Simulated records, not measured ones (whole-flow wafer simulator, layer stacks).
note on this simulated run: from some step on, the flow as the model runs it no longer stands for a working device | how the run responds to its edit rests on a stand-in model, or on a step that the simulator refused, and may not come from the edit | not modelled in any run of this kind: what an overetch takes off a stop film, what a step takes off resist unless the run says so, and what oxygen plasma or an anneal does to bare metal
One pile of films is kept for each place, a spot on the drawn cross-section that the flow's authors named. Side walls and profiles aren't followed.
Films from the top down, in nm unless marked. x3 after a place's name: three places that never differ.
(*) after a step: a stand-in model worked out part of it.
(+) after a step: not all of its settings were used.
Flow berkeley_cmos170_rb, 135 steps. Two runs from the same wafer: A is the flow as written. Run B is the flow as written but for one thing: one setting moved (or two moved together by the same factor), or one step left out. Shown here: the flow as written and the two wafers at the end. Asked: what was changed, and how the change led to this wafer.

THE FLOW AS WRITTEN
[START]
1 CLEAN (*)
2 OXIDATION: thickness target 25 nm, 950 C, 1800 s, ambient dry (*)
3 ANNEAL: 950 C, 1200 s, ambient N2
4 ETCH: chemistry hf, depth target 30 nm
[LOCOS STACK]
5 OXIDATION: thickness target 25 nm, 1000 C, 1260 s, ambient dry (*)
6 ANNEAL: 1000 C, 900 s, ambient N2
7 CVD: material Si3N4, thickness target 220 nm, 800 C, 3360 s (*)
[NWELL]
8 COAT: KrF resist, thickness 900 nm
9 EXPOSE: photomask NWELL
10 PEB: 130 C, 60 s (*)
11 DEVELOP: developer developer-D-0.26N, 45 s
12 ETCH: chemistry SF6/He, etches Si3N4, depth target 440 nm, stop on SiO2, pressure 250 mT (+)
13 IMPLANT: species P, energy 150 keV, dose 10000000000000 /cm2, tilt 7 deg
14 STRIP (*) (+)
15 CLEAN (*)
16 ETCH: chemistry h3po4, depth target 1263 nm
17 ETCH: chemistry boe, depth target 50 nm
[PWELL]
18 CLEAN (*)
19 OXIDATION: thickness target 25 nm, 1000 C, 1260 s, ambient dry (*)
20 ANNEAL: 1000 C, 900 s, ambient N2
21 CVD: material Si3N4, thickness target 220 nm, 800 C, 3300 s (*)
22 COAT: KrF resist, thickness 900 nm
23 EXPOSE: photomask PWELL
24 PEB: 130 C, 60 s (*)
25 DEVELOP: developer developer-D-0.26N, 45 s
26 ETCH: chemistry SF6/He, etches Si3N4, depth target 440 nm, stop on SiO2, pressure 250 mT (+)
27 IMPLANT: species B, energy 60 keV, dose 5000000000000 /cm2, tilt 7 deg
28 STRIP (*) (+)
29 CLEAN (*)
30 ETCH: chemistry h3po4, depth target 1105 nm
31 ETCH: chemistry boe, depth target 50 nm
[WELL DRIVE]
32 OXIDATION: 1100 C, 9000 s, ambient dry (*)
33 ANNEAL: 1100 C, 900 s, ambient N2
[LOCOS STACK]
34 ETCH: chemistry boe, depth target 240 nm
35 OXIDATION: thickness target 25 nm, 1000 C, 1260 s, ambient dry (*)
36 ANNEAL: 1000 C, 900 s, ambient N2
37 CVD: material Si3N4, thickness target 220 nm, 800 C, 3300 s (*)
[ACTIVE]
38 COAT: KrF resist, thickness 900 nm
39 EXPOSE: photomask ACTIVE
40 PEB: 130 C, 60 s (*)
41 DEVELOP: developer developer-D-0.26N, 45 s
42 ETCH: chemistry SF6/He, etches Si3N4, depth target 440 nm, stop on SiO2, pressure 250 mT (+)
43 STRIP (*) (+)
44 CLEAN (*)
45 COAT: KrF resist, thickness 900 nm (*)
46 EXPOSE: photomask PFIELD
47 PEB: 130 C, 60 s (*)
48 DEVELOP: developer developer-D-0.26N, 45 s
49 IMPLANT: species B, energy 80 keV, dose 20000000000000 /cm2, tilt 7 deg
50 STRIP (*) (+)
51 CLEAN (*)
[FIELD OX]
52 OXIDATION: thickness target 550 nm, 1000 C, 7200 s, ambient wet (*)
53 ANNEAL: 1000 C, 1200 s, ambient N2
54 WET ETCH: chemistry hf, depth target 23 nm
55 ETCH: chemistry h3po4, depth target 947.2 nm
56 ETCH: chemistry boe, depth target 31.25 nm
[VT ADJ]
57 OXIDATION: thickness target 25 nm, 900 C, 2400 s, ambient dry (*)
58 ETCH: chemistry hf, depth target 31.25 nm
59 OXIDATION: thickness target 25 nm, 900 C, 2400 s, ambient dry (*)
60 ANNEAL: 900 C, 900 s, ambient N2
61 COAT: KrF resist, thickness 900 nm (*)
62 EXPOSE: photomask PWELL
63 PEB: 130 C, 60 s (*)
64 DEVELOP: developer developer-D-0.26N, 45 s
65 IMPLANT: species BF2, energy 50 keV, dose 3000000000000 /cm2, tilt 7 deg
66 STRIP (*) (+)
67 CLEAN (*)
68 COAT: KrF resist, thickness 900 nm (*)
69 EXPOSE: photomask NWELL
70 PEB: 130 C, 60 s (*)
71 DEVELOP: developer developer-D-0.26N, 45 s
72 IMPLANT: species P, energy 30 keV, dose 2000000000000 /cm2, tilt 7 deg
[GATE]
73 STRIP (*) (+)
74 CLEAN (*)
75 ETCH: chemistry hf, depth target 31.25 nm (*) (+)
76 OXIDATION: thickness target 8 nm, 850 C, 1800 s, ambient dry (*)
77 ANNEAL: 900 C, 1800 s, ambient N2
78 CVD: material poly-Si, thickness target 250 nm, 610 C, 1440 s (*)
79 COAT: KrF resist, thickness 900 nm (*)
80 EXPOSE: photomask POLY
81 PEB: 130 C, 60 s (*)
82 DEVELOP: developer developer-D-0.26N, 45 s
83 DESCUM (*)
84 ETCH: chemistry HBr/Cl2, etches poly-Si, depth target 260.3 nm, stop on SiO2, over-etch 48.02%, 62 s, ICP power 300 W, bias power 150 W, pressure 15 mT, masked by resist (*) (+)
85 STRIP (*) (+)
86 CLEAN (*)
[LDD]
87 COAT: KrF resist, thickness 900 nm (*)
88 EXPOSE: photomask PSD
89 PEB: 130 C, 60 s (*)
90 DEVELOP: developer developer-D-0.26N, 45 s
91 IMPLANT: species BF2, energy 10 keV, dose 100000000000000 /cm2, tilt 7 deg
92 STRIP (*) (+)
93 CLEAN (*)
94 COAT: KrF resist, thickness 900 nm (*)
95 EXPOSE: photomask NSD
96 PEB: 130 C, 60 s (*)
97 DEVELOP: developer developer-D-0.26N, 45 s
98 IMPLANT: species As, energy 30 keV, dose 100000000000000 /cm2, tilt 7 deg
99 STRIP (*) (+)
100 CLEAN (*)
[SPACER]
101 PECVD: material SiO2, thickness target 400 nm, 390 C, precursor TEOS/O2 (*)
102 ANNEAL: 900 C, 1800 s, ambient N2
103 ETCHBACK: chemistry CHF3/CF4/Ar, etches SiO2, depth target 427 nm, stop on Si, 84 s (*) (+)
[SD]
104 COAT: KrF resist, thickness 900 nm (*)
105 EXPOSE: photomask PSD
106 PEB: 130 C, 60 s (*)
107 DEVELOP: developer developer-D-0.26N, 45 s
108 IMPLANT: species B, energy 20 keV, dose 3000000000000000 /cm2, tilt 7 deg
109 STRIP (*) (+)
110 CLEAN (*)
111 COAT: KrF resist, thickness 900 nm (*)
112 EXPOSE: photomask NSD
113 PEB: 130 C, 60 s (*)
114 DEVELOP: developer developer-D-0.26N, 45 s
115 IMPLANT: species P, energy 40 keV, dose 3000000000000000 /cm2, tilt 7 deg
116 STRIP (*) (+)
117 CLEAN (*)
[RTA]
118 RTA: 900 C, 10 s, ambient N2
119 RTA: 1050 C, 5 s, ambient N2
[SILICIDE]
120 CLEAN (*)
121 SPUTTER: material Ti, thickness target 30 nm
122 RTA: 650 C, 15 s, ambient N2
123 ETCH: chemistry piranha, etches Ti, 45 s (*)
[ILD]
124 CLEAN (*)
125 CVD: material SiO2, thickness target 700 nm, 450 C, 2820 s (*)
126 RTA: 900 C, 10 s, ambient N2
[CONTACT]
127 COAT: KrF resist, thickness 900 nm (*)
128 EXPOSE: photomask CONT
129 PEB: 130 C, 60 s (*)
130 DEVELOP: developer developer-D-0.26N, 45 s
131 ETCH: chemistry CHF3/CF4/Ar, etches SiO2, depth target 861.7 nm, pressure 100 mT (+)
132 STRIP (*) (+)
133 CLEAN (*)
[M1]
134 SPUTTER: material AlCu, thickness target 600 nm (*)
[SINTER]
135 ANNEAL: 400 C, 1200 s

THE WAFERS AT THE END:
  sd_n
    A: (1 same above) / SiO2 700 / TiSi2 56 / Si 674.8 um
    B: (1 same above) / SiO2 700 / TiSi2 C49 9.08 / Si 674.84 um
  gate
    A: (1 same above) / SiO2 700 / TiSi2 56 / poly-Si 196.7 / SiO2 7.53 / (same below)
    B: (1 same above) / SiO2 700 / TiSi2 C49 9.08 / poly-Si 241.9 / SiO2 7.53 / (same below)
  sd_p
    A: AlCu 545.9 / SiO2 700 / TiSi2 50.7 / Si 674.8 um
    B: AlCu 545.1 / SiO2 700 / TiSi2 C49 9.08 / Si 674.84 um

The cause: step 122, RTA: 520 C was run, where the flow has 650 C.

How the change led to this, step by step:
  122 RTA: 650 C, 15 s, ambient N2
      sd_n, contact, m1: A Ti -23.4, TiSi first +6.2 (new film), TiSi2 C49 +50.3 (new film), Si -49 | B Ti -3.57, TiSi first +6.11 (new film), Si -4.05
      gate, gate_p: A Ti -23.4, TiSi first +6.2 (new film), TiSi2 C49 +50.3 (new film), poly-Si -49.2 | B Ti -3.57, TiSi first +6.11 (new film), poly-Si -4.07
      (and at 1 more place)
  123 ETCH: chemistry piranha, etches Ti, 45 s (*)
      sd_n, gate, gate_p, contact, m1: A Ti -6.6 (all of it) | B Ti -26.4 (all of it)
      sd_p: A Ti -5.96 (all of it) | B Ti -23.5 (all of it)
  126 RTA: 900 C, 10 s, ambient N2
      sd_n, contact, m1: A under 1 film: TiSi2 +56 (new film), TiSi first -6.2 (all of it), TiSi2 C49 -50.3 (all of it), Si -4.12 | B under 1 film: TiSi2 C49 +9.08 (new film), TiSi first -6.11 (all of it), Si -4.06
      gate, gate_p: A under 1 film: TiSi2 +56 (new film), TiSi first -6.2 (all of it), TiSi2 C49 -50.3 (all of it), poly-Si -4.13 | B under 1 film: TiSi2 C49 +9.08 (new film), TiSi first -6.11 (all of it), poly-Si -4.07
      (and at 1 more place)
  131 ETCH: chemistry CHF3/CF4/Ar, etches SiO2, depth target 861.7 nm, pressure 100 mT (+)
      contact: A SiO2 -700 (all of it), TiSi2 -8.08 | B SiO2 -700 (all of it)
